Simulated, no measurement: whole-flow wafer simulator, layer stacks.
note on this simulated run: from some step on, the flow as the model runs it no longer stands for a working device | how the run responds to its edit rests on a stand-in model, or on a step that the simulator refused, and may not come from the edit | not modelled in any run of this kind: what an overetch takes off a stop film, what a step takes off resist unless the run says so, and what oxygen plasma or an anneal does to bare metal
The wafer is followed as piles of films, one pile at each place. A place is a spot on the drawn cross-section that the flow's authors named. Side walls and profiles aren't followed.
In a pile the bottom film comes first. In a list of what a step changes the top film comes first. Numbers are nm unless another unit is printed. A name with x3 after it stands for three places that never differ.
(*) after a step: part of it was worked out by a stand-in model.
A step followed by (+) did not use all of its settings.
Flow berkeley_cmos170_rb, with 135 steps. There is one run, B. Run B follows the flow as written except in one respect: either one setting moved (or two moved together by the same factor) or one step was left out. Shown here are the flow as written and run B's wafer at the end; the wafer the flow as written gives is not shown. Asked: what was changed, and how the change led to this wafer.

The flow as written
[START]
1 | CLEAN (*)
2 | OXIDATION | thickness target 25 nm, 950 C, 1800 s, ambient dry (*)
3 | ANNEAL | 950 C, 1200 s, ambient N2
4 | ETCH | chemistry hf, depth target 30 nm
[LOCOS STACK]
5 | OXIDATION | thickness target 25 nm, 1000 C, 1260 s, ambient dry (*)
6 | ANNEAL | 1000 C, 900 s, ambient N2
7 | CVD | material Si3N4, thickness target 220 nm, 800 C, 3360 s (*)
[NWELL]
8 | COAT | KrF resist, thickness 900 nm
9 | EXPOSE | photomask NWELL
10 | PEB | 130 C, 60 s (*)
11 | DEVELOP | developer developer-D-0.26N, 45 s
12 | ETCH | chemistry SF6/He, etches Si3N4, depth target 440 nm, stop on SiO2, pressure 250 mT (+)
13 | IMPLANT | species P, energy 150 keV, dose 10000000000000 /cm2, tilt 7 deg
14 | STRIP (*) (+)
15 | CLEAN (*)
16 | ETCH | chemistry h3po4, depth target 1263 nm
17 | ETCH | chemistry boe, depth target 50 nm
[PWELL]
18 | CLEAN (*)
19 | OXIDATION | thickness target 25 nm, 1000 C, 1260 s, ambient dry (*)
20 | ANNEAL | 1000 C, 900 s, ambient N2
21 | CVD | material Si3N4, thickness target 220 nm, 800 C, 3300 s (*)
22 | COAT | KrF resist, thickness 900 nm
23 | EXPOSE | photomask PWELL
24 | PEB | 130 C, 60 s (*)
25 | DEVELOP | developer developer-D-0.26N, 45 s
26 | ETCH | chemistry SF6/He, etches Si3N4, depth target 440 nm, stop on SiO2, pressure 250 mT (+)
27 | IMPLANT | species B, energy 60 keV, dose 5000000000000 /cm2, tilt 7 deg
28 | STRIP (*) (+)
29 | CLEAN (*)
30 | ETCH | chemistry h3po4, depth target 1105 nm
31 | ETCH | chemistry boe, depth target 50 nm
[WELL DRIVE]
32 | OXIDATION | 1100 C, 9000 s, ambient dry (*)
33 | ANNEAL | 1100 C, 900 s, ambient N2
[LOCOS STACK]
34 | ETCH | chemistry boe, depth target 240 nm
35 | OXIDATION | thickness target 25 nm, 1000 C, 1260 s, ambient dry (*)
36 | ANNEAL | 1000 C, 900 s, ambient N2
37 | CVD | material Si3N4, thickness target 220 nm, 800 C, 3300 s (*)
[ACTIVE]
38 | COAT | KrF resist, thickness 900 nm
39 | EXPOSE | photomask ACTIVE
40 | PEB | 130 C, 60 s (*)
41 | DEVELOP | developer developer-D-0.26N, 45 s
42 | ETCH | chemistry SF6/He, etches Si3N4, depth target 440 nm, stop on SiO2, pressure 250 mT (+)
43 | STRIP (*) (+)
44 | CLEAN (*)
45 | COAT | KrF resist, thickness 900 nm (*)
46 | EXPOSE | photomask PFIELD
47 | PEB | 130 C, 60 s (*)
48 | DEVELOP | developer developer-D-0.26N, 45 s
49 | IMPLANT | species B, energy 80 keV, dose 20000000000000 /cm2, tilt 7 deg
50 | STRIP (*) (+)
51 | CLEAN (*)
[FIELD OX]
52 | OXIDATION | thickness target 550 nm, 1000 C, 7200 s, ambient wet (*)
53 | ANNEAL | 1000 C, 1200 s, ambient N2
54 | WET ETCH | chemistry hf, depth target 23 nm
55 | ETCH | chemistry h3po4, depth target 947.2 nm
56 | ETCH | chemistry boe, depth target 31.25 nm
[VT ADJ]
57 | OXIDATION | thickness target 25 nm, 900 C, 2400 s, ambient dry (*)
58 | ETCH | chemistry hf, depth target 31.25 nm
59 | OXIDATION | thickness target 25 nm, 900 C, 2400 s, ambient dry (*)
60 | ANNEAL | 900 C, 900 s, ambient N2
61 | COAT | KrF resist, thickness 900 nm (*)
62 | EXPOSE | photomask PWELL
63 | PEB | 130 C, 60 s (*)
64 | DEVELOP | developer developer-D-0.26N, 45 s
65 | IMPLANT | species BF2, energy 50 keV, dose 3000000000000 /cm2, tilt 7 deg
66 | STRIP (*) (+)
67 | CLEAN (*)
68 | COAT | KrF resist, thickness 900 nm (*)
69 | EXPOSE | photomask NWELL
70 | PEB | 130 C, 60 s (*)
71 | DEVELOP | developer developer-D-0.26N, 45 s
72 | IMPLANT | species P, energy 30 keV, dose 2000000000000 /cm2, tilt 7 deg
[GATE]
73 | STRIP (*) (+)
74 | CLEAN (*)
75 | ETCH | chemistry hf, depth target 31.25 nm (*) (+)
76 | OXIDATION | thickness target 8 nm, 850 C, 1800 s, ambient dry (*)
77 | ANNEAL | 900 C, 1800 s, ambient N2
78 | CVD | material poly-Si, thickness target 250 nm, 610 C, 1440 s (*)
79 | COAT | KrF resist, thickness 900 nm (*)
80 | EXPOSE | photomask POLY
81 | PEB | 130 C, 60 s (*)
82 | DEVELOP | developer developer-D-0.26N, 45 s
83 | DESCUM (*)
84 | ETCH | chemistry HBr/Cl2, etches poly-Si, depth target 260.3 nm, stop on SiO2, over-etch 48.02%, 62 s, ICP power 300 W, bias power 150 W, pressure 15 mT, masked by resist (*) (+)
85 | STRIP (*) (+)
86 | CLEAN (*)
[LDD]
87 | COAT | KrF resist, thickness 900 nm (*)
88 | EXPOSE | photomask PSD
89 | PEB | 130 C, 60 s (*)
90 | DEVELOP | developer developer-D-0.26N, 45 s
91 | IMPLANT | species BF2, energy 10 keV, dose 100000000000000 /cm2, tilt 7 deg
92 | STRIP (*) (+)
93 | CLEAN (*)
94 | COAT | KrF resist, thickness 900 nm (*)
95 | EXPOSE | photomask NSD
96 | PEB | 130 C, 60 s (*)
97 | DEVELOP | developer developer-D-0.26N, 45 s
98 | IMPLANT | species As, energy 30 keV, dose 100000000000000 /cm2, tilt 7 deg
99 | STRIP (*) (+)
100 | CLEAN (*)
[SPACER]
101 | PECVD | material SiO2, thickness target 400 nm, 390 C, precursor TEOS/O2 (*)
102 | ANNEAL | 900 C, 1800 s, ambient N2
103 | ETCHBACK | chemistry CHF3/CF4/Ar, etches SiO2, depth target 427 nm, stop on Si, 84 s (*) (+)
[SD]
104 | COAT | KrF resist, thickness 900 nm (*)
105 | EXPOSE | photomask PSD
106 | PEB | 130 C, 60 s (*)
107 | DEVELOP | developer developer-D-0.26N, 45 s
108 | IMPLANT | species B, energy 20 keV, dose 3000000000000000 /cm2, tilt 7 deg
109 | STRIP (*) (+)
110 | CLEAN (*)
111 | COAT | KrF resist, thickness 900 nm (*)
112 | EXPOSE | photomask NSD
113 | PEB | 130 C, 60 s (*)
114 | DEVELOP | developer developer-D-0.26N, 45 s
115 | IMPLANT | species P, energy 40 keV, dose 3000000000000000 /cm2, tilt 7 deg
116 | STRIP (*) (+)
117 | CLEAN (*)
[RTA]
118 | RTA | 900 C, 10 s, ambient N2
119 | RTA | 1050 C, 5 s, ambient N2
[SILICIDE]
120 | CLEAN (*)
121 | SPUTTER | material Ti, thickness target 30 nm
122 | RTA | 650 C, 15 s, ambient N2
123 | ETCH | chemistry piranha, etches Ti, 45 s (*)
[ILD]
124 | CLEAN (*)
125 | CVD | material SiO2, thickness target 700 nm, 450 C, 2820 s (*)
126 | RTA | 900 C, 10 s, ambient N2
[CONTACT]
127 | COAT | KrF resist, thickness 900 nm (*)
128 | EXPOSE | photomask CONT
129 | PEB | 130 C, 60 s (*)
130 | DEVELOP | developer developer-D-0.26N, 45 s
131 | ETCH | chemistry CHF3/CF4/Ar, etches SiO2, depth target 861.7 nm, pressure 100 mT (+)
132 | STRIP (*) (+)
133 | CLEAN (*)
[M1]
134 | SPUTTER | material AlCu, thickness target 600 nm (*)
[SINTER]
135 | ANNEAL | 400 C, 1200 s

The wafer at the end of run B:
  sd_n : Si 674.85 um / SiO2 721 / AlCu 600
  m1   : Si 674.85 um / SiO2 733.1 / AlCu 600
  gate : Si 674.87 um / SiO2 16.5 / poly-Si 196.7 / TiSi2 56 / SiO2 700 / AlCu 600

Cause: step 22, COAT: thickness 450 nm was run, though the flow has thickness 900 nm; step 34, ETCH: depth target 120 nm was run, where the flow has depth target 240 nm.

The path from the change to this, step by step:
  22 | COAT | KrF resist, thickness 900 nm
      field, sd_n, spacer_n and 6 more: KrF resist gains 450 (new film) (as written it would have been: KrF resist gains 900 (new film))
  25 | DEVELOP | developer developer-D-0.26N, 45 s
      field, sd_n, spacer_n, gate, contact: KrF resist loses 450 (all of it) (as written it would have been: KrF resist loses 900 (all of it))
  28 | STRIP (*) (+)
      sd_p, spacer_p, gate_p, m1: KrF resist loses 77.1 (all of it) (as written it would have been: KrF resist loses 527.1 (all of it))
  34 | ETCH | chemistry boe, depth target 240 nm
      field, sd_n, spacer_n and 6 more: SiO2 loses 120 (as written it would have been: SiO2 loses 197.6 (all of it))
  35 | OXIDATION | thickness target 25 nm, 1000 C, 1260 s, ambient dry (*)
      field, sd_n, spacer_n and 6 more: SiO2 gains 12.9, Si loses 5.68 (as written it would have been: SiO2 gains 26.6 (new film), Si loses 11.7)
  52 | OXIDATION | thickness target 550 nm, 1000 C, 7200 s, ambient wet (*)
      spacer_n: SiO2 gains 12.9 (new film), Si3N4 loses 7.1, SiO2 gains 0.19, Si loses 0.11 (as written it would have been: SiO2 gains 12.9 (new film), Si3N4 loses 7.1)
      gate: SiO2 gains 12.9 (new film), Si3N4 loses 7.1, SiO2 gains 0.11 (as written it would have been: SiO2 gains 12.9 (new film), Si3N4 loses 7.1, SiO2 gains 0.08, Si loses 0.08)
      (also at 7 further places)
  56 | ETCH | chemistry boe, depth target 31.25 nm
      spacer_n, gate, sd_p, spacer_p, gate_p, contact: SiO2 loses 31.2 (as written it would have been: SiO2 loses 26.6 (all of it))
      sd_n: SiO2 loses 31.3 (as written it would have been: SiO2 loses 28.8 (all of it))
      (also at 1 further place)
  57 | OXIDATION | thickness target 25 nm, 900 C, 2400 s, ambient dry (*)
      spacer_n, gate, spacer_p, gate_p: SiO2 gains 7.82, Si loses 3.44 (as written it would have been: SiO2 gains 15 (new film), Si loses 6.62)
      sd_n: SiO2 gains 4.45, Si loses 1.96 (as written it would have been: SiO2 gains 15 (new film), Si loses 6.62)
      (also at 3 further places)
  58 | ETCH | chemistry hf, depth target 31.25 nm
      sd_n, spacer_n, gate, sd_p, spacer_p, gate_p, contact, m1: SiO2 loses 31.2 (as written it would have been: SiO2 loses 15 (all of it))
  59 | OXIDATION | thickness target 25 nm, 900 C, 2400 s, ambient dry (*)
      spacer_n, gate, gate_p: SiO2 gains 7.67, Si loses 3.37 (as written it would have been: SiO2 gains 15 (new film), Si loses 6.62)
      sd_n: SiO2 gains 6.85, Si loses 3.02 (as written it would have been: SiO2 gains 15 (new film), Si loses 6.62)
      (also at 4 further places)
  75 | ETCH | chemistry hf, depth target 31.25 nm (*) (+)
      sd_n, spacer_n, gate, spacer_p, gate_p, contact: SiO2 loses 31.2 (as written it would have been: SiO2 loses 15 (all of it))
      sd_p, m1: SiO2 loses 31.3 (as written it would have been: SiO2 loses 15 (all of it))
  76 | OXIDATION | thickness target 8 nm, 850 C, 1800 s, ambient dry (*)
      gate, gate_p: SiO2 gains 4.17, Si loses 1.84 (as written it would have been: SiO2 gains 7.53 (new film), Si loses 3.31)
      sd_n: SiO2 gains 3.19, Si loses 1.41 (as written it would have been: SiO2 gains 7.53 (new film), Si loses 3.31)
      (also at 5 further places)
  85 | STRIP (*) (+)
      gate: KrF resist loses 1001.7 (all of it) (as written it would have been: KrF resist loses 980 (all of it))
      gate_p: KrF resist loses 1001.7 (all of it) (as written it would have been: KrF resist loses 979.9 (all of it))
  87 | COAT | KrF resist, thickness 900 nm (*)
      gate: KrF resist gains 720.9 (new film) (as written it would have been: KrF resist gains 706 (new film))
  92 | STRIP (*) (+)
      gate: KrF resist loses 706.7 (all of it) (as written it would have been: KrF resist loses 691.8 (all of it))
  94 | COAT | KrF resist, thickness 900 nm (*)
      gate: KrF resist gains 720.9 (new film) (as written it would have been: KrF resist gains 706 (new film))
  ... another 13 steps ...
  134 | SPUTTER | material AlCu, thickness target 600 nm (*)
      sd_p: AlCu gains 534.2 (new film) (as written it would have been: AlCu gains 545.9 (new film))
